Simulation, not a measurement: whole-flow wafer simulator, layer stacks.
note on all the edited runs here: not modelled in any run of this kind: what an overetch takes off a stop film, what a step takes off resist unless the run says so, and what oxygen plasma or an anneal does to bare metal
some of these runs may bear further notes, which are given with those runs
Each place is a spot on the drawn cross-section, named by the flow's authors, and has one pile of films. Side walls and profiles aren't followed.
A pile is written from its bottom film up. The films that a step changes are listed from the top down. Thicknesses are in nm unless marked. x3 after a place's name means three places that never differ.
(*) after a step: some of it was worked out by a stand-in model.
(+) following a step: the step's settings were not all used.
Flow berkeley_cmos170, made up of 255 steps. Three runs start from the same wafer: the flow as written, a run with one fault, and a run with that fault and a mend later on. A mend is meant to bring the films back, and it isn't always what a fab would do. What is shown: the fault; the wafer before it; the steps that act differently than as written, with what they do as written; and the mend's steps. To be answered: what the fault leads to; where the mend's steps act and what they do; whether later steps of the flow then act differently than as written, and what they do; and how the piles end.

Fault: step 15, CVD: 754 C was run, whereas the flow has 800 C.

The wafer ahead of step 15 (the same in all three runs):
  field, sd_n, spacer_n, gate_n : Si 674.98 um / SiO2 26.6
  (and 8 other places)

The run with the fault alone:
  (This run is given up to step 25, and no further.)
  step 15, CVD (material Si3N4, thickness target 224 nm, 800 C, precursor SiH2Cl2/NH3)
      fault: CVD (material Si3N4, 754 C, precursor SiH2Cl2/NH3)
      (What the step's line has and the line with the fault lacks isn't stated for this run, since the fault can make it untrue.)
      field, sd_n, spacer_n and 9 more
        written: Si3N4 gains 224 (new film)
        fault: Si3N4 gains 122.4 (new film)
  Steps further on in the flow that do not act as written:
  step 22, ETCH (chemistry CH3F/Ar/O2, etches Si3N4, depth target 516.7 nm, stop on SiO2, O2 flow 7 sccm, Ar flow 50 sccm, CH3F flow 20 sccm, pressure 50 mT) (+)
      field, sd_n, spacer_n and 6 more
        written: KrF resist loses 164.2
        fault: KrF resist loses 96.5
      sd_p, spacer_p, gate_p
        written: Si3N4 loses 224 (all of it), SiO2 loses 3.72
        fault: Si3N4 loses 122.4 (all of it), SiO2 loses 3.72
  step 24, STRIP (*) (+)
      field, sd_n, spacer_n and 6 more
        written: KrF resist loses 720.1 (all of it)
        fault: KrF resist loses 787.9 (all of it)
  The piles after step 25 differ from the flow's at field, sd_n, spacer_n and 6 more by more than 2% or 0.5 nm, whichever is larger.
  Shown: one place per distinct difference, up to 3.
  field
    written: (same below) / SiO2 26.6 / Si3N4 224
    fault: (same below) / SiO2 26.6 / Si3N4 122.4

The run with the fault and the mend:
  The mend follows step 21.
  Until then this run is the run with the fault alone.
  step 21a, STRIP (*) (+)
      field, sd_n, spacer_n and 6 more
        KrF resist loses 884.4 (all of it)
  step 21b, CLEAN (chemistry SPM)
      alters no film at any place that is followed
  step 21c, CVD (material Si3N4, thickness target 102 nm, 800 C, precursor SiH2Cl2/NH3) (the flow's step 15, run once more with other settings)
      field, sd_n, spacer_n and 9 more
        Si3N4 gains 102
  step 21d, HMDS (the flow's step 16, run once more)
      alters no film at any place that is followed
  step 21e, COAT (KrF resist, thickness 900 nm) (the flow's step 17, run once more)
      field, sd_n, spacer_n and 9 more
        KrF resist gains 900 (new film)
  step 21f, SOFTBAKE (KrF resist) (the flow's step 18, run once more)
      alters no film at any place that is followed
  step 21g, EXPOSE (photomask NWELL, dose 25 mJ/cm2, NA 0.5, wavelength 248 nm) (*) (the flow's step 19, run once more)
      alters no film at any place that is followed
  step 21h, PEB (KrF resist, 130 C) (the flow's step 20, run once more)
      field, sd_n, spacer_n and 9 more
        KrF resist loses 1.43
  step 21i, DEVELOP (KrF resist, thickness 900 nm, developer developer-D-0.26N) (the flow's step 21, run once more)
      field, sd_n, spacer_n and 6 more
        KrF resist loses 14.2
      sd_p, spacer_p, gate_p
        KrF resist loses 898.6 (all of it)
  Later steps of the flow that are run all act as written at every place that is followed, up to a difference of at most 2% or 0.5 nm, whichever is larger.
  The piles end the same as the flow's at every place that both follow.
